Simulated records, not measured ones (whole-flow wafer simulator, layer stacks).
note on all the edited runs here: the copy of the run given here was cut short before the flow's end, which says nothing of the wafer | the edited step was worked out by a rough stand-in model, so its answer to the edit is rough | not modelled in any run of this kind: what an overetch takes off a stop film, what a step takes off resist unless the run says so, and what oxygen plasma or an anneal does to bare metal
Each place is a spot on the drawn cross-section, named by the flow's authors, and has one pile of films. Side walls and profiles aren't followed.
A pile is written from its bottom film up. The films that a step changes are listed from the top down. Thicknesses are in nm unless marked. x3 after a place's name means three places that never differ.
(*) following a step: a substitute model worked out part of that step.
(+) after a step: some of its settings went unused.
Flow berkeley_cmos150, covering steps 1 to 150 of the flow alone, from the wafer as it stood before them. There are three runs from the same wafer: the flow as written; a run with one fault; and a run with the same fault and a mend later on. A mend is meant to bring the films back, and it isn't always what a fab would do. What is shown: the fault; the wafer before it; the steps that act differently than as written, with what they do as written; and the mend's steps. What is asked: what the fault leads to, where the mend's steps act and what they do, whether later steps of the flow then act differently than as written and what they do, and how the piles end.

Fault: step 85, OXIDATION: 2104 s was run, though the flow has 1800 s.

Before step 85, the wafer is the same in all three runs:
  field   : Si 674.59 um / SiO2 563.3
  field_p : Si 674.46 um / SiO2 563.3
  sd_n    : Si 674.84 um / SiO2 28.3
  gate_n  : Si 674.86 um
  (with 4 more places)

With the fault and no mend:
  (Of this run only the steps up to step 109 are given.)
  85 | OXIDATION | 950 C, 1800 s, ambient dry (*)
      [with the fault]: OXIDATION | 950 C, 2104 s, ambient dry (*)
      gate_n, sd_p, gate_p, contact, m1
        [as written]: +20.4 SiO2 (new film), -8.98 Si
        [with the fault]: +22.5 SiO2 (new film), -9.88 Si
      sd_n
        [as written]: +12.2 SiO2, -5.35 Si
        [with the fault]: +13.9 SiO2, -6.11 Si
  Steps further on in the flow that do not act as written (not shown: 8 more steps that differ only slightly, by at most 2% or 0.5 nm, whichever is larger):
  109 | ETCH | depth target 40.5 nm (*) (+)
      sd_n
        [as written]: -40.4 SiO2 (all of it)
        [with the fault]: -40.5 SiO2
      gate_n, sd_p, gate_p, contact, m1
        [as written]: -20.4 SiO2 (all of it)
        [with the fault]: -22.5 SiO2 (all of it)
  Once step 109 is done, the piles at sd_n depart from the flow's by more than 2% or 0.5 nm, whichever is larger.
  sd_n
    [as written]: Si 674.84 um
    [with the fault]: Si 674.84 um / SiO2 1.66

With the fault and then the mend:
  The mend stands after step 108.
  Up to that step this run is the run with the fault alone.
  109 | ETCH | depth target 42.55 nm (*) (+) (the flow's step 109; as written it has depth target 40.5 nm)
      gate_n, sd_p, gate_p, contact, m1
        -22.5 SiO2 (all of it)
      field, field_p
        -42.5 SiO2
      sd_n
        -42.2 SiO2 (all of it)
  Later steps of the flow that are run all act as written at every place that is followed, up to a difference of at most 2% or 0.5 nm, whichever is larger.
  The piles end only slightly different from the flow's at the places that both follow, by no more than 2% or 0.5 nm, whichever is larger.
